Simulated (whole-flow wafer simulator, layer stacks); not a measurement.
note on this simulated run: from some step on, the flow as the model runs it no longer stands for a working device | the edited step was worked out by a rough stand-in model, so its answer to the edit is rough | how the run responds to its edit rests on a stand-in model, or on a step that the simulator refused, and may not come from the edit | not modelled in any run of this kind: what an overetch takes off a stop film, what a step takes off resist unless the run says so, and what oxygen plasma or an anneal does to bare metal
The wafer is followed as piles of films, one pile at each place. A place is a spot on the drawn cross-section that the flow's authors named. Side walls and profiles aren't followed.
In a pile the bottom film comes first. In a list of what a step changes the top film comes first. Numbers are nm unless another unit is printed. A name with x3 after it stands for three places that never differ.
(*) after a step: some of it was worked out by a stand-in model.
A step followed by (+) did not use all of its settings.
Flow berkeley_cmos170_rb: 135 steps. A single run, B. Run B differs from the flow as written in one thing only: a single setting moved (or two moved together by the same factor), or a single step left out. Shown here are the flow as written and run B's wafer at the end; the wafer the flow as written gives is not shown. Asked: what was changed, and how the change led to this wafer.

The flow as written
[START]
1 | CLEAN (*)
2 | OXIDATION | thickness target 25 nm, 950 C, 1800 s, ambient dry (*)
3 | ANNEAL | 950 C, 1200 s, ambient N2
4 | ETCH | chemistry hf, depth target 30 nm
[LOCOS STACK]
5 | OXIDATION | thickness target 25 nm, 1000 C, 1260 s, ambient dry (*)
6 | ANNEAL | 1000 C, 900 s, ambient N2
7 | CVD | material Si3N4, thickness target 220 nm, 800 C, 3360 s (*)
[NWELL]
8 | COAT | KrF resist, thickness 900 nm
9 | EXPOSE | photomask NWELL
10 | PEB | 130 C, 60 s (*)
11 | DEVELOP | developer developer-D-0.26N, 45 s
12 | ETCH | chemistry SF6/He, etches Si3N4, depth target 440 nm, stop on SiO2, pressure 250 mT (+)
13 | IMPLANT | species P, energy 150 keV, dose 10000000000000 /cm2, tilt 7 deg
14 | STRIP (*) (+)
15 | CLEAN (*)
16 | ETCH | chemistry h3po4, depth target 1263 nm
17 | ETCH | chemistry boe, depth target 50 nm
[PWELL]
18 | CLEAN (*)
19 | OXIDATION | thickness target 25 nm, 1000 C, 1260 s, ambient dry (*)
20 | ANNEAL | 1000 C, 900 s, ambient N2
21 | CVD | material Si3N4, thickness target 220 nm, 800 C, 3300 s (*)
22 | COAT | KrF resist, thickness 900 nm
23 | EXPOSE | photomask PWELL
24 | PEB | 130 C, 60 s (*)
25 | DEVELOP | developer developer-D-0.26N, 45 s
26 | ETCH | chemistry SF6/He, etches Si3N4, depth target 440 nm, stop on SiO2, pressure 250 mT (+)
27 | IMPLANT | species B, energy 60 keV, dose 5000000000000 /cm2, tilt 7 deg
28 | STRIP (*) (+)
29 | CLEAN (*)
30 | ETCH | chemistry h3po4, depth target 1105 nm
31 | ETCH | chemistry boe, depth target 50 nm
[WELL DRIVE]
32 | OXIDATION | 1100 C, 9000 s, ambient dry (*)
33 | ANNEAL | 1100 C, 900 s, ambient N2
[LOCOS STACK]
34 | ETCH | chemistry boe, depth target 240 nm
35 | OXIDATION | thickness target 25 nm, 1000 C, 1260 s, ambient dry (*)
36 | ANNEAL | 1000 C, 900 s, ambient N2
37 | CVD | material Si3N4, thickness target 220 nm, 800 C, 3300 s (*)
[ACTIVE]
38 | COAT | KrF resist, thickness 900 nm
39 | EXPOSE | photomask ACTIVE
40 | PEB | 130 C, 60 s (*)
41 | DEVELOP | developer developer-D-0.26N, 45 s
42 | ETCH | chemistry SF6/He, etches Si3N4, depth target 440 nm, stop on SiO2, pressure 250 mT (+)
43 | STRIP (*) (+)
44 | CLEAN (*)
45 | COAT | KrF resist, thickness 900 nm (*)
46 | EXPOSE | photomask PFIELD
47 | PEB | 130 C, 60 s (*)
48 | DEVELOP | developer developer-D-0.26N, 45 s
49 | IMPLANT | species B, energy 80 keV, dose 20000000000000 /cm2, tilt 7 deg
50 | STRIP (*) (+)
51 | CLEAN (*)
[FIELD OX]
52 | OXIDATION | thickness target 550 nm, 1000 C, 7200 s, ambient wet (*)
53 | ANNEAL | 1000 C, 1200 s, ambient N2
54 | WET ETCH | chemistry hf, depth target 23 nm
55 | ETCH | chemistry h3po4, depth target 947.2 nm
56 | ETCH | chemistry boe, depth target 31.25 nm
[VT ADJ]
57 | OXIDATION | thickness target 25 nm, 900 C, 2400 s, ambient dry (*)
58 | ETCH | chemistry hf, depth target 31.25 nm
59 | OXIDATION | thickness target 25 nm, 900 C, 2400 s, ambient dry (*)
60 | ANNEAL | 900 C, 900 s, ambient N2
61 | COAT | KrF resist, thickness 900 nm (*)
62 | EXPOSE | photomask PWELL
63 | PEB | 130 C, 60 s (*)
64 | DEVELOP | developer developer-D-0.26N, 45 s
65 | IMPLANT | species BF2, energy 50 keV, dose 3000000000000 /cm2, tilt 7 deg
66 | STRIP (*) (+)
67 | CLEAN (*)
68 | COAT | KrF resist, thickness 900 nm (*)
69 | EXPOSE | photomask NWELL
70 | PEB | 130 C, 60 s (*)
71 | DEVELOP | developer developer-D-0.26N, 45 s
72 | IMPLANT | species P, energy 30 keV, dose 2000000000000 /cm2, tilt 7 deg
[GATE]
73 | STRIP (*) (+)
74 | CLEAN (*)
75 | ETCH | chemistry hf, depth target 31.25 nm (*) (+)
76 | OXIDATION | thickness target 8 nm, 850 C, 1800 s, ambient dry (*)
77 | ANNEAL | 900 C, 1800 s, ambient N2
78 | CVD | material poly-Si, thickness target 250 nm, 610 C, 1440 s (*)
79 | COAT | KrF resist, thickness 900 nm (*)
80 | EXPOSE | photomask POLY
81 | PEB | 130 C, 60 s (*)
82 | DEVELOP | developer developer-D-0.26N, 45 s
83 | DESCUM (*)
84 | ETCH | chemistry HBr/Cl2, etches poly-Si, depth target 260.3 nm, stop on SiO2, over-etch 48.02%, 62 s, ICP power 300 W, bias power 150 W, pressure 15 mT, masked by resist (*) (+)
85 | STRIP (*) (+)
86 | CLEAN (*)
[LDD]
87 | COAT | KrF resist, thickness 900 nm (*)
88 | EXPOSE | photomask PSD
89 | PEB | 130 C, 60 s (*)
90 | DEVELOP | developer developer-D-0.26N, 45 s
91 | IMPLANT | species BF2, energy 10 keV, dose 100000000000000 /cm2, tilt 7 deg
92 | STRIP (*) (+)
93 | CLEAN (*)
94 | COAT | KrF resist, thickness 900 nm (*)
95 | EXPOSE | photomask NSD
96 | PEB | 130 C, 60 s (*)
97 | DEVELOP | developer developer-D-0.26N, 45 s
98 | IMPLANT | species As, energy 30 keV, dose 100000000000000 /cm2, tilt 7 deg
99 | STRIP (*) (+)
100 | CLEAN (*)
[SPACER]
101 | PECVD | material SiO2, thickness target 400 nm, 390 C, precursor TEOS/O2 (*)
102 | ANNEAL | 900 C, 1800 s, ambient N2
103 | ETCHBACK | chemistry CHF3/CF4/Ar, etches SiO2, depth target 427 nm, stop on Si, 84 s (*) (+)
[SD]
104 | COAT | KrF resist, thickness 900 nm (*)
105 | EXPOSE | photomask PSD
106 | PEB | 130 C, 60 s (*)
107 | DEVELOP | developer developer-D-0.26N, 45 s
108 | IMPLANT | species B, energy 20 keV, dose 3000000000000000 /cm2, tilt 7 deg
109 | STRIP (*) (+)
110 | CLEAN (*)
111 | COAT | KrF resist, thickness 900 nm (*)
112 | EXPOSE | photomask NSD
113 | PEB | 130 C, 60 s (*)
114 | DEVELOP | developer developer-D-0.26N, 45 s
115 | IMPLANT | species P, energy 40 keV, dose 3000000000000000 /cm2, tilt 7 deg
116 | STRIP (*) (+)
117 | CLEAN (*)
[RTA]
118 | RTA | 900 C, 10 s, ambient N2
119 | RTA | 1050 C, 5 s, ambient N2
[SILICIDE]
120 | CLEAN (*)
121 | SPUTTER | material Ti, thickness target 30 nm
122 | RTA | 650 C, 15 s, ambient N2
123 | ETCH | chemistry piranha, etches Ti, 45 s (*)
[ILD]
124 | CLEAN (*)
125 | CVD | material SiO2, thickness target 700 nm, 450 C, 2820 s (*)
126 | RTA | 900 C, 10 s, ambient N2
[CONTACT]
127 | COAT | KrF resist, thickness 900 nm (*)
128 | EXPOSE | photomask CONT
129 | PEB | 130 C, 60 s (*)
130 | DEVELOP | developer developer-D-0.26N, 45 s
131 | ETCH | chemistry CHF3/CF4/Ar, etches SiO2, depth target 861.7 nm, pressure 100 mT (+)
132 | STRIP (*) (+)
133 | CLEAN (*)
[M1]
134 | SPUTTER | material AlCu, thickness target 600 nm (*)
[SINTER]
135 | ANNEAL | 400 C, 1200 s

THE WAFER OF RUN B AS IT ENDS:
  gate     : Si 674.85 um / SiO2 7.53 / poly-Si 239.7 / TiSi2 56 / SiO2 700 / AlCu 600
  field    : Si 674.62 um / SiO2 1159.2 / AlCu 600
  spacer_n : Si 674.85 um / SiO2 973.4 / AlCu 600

What caused this: step 78, CVD: thickness target 293 nm was run, while the flow as written has thickness target 250 nm; step 78, CVD: 1689 s was run, where the flow has 1440 s.

The path from the change to this, step by step:
  78 | CVD | material poly-Si, thickness target 250 nm, 610 C, 1440 s (*)
      field, sd_n, spacer_n and 6 more: +293 poly-Si (new film) (as written it would have been: +250 poly-Si (new film))
  84 | ETCH | chemistry HBr/Cl2, etches poly-Si, depth target 260.3 nm, stop on SiO2, over-etch 48.02%, 62 s, ICP power 300 W, bias power 150 W, pressure 15 mT, masked by resist (*) (+)
      field, sd_n, spacer_n, sd_p, spacer_p, contact, m1: -293 poly-Si (all of it), -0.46 SiO2 (as written it would have been: -250 poly-Si (all of it), -1.42 SiO2)
  87 | COAT | KrF resist, thickness 900 nm (*)
      gate: +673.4 KrF resist (new film) (as written it would have been: +706 KrF resist (new film))
      gate_p: +673.9 KrF resist (new film) (as written it would have been: +706.3 KrF resist (new film))
  90 | DEVELOP | developer developer-D-0.26N, 45 s
      gate_p: -673.9 KrF resist (all of it) (as written it would have been: -706.3 KrF resist (all of it))
  92 | STRIP (*) (+)
      gate: -659.2 KrF resist (all of it) (as written it would have been: -691.8 KrF resist (all of it))
  94 | COAT | KrF resist, thickness 900 nm (*)
      gate: +673.4 KrF resist (new film) (as written it would have been: +706 KrF resist (new film))
      gate_p: +673.9 KrF resist (new film) (as written it would have been: +706.3 KrF resist (new film))
  97 | DEVELOP | developer developer-D-0.26N, 45 s
      gate: -673.4 KrF resist (all of it) (as written it would have been: -706 KrF resist (all of it))
  99 | STRIP (*) (+)
      gate_p: -659.7 KrF resist (all of it) (as written it would have been: -692.1 KrF resist (all of it))
  103 | ETCHBACK | chemistry CHF3/CF4/Ar, etches SiO2, depth target 427 nm, stop on Si, 84 s (*) (+)
      spacer_n: -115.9 SiO2 (as written it would have been: -157.9 SiO2)
      spacer_p: -115.8 SiO2 (as written it would have been: -157.9 SiO2)
  104 | COAT | KrF resist, thickness 900 nm (*)
      spacer_n: +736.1 KrF resist (new film) (as written it would have been: +766.3 KrF resist (new film))
      gate: +712.7 KrF resist (new film) (as written it would have been: +742.1 KrF resist (new film))
      (as well as at 2 more places)
  107 | DEVELOP | developer developer-D-0.26N, 45 s
      spacer_p: -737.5 KrF resist (all of it) (as written it would have been: -767.7 KrF resist (all of it))
      gate_p: -713.7 KrF resist (all of it) (as written it would have been: -743.2 KrF resist (all of it))
  109 | STRIP (*) (+)
      spacer_n: -721.9 KrF resist (all of it) (as written it would have been: -752.1 KrF resist (all of it))
      gate: -698.5 KrF resist (all of it) (as written it would have been: -727.9 KrF resist (all of it))
  111 | COAT | KrF resist, thickness 900 nm (*)
      spacer_n: +736.1 KrF resist (new film) (as written it would have been: +766.3 KrF resist (new film))
      gate: +712.7 KrF resist (new film) (as written it would have been: +742.1 KrF resist (new film))
      (as well as at 2 more places)
  114 | DEVELOP | developer developer-D-0.26N, 45 s
      spacer_n: -736.1 KrF resist (all of it) (as written it would have been: -766.3 KrF resist (all of it))
      gate: -712.7 KrF resist (all of it) (as written it would have been: -742.1 KrF resist (all of it))
  116 | STRIP (*) (+)
      spacer_p: -723.2 KrF resist (all of it) (as written it would have been: -753.5 KrF resist (all of it))
      gate_p: -699.5 KrF resist (all of it) (as written it would have been: -729 KrF resist (all of it))
  127 | COAT | KrF resist, thickness 900 nm (*)
      spacer_n: +799.9 KrF resist (new film) (as written it would have been: +819.8 KrF resist (new film))
      gate: +781.5 KrF resist (new film) (as written it would have been: +798.4 KrF resist (new film))
      (as well as at 2 more places)
  132 | STRIP (*) (+)
      spacer_n: -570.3 KrF resist (all of it) (as written it would have been: -590.2 KrF resist (all of it))
      gate: -551.9 KrF resist (all of it) (as written it would have been: -568.8 KrF resist (all of it))
      (as well as at 3 more places)
